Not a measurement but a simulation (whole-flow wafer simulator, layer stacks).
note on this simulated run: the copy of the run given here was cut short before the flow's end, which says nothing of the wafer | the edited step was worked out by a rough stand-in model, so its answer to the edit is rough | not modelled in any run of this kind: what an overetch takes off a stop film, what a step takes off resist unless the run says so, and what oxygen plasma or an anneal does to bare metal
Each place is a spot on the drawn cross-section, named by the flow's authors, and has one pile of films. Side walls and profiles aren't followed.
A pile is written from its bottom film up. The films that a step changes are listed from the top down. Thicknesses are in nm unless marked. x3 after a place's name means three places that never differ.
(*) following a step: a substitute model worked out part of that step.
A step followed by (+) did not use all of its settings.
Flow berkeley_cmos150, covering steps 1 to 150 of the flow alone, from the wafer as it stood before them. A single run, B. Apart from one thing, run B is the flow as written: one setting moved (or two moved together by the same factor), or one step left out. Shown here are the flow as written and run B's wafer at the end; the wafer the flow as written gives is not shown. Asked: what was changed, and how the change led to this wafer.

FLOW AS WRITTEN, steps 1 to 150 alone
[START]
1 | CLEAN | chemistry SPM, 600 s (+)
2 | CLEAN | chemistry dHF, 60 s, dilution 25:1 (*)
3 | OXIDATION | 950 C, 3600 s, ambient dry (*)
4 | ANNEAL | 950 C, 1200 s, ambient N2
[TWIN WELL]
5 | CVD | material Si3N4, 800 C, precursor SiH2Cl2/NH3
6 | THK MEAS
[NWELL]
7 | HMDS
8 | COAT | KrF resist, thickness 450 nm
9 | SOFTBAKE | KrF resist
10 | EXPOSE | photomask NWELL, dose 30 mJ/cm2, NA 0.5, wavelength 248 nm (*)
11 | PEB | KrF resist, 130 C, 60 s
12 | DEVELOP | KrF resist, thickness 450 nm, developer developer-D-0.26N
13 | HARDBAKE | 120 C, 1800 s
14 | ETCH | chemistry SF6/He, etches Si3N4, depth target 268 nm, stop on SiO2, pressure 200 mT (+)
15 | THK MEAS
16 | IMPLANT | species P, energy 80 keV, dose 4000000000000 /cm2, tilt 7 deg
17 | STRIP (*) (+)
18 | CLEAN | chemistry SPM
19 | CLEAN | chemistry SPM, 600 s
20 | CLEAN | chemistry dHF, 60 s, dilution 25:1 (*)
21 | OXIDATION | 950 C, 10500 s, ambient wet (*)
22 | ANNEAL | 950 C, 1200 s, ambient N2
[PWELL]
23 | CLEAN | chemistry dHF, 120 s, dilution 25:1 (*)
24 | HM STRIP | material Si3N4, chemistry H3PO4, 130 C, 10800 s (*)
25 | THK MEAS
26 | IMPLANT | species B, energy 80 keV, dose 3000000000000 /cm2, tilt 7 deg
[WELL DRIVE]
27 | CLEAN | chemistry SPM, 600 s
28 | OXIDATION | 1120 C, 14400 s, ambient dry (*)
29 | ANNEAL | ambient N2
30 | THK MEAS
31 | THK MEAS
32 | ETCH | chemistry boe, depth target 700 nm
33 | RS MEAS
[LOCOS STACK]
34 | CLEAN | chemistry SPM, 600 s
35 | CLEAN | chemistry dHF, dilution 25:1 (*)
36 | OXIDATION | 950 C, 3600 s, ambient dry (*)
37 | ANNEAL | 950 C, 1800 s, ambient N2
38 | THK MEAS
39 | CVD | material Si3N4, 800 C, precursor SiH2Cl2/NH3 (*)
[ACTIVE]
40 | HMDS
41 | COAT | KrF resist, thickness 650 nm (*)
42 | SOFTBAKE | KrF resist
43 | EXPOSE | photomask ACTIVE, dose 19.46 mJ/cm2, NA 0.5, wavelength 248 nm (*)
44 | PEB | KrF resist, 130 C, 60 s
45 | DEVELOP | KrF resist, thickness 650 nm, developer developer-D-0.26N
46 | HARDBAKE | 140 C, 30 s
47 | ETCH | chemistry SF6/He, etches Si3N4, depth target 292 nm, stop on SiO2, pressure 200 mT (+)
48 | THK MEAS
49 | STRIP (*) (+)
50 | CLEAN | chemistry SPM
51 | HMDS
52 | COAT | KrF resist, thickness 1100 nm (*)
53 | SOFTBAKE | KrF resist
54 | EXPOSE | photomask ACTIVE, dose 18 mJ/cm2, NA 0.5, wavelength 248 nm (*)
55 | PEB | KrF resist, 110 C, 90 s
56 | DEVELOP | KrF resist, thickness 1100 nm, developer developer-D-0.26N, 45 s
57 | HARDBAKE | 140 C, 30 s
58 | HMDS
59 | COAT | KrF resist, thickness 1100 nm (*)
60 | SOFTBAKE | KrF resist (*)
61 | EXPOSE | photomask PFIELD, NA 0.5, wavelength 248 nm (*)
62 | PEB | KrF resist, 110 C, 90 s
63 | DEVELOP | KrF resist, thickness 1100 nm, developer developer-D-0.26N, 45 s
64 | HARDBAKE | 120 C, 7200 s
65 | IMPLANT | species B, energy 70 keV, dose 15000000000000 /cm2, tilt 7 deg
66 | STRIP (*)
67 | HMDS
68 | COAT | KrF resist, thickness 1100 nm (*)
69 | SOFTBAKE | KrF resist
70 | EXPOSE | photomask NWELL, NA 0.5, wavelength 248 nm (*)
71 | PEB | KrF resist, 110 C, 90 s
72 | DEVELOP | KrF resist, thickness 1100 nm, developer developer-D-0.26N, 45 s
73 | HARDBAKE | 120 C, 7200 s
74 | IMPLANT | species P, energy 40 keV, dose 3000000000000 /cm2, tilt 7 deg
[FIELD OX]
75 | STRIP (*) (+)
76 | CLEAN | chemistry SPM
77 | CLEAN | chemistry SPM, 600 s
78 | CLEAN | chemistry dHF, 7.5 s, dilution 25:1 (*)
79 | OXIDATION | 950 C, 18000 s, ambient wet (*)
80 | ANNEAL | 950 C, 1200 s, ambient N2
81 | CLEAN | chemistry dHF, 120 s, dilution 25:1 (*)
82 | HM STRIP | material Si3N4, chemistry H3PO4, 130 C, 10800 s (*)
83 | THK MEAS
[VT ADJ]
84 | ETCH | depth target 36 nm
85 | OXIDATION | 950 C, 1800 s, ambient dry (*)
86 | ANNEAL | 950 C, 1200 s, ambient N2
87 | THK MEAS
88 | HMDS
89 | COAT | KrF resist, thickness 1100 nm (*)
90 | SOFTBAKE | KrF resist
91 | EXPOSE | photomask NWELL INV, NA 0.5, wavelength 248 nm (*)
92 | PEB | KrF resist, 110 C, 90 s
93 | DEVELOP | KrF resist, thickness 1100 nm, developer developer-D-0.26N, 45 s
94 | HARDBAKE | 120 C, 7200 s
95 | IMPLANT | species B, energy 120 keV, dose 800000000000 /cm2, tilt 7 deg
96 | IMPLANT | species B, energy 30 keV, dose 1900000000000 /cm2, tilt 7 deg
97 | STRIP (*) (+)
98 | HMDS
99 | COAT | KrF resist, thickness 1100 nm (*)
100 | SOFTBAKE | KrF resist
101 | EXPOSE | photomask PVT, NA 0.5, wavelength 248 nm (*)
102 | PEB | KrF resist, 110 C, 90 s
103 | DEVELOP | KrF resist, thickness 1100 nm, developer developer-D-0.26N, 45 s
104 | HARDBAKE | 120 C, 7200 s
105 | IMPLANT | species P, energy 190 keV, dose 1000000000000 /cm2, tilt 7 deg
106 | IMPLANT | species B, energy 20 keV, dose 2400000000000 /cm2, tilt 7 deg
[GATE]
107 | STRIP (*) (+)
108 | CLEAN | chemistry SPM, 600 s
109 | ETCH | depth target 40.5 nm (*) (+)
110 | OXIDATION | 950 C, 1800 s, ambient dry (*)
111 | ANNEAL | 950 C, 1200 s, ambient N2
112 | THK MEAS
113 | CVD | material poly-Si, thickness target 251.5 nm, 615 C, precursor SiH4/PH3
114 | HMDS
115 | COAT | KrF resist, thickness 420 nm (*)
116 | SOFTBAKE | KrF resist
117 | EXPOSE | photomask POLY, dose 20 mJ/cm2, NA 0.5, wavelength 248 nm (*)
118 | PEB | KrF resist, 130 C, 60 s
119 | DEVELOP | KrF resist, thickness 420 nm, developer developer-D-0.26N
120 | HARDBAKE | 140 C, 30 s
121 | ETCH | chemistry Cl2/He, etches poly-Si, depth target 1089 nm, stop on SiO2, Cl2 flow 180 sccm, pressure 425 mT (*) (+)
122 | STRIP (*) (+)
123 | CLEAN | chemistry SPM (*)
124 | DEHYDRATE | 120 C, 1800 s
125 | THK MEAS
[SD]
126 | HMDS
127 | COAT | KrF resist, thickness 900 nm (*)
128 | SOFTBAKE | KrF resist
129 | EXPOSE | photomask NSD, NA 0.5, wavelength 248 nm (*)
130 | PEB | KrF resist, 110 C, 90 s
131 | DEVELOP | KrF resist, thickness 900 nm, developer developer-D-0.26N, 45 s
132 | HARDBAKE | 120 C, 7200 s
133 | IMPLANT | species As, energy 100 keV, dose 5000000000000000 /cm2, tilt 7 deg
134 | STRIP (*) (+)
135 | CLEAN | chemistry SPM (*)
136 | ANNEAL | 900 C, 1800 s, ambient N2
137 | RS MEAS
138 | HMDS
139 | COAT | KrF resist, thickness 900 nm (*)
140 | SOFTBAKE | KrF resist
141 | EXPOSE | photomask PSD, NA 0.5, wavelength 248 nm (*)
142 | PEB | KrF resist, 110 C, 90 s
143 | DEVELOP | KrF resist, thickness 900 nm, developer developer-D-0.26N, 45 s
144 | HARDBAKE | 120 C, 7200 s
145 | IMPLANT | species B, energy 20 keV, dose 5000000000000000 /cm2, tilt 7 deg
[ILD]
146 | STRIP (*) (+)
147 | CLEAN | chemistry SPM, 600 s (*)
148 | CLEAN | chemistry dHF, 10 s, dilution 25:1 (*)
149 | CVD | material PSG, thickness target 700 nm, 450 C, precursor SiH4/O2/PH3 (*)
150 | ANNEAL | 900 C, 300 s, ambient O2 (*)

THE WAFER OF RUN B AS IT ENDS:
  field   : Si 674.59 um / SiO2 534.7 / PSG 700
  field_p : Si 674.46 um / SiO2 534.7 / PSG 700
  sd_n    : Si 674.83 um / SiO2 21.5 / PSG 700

The reason: step 109, ETCH: depth target 28.3 nm was run, while the flow as written has depth target 40.5 nm.

The path from the change to this, step by step:
  109 | ETCH | depth target 40.5 nm (*) (+)
      sd_n: -28.3 SiO2 (as written it would have been: -40.4 SiO2 (all of it))
      field, field_p: -28.3 SiO2 (as written it would have been: -40.5 SiO2)
  110 | OXIDATION | 950 C, 1800 s, ambient dry (*)
      sd_n: +14.5 SiO2, -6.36 Si (as written it would have been: +20.4 SiO2 (new film), -8.98 Si)
  122 | STRIP (*) (+)
      gate_n: +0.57 chemical SiO2 (new film), -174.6 KrF resist (all of it), -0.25 poly-Si (as written it would have been: +0.57 chemical SiO2 (new film), -169.8 KrF resist (all of it), -0.25 poly-Si)
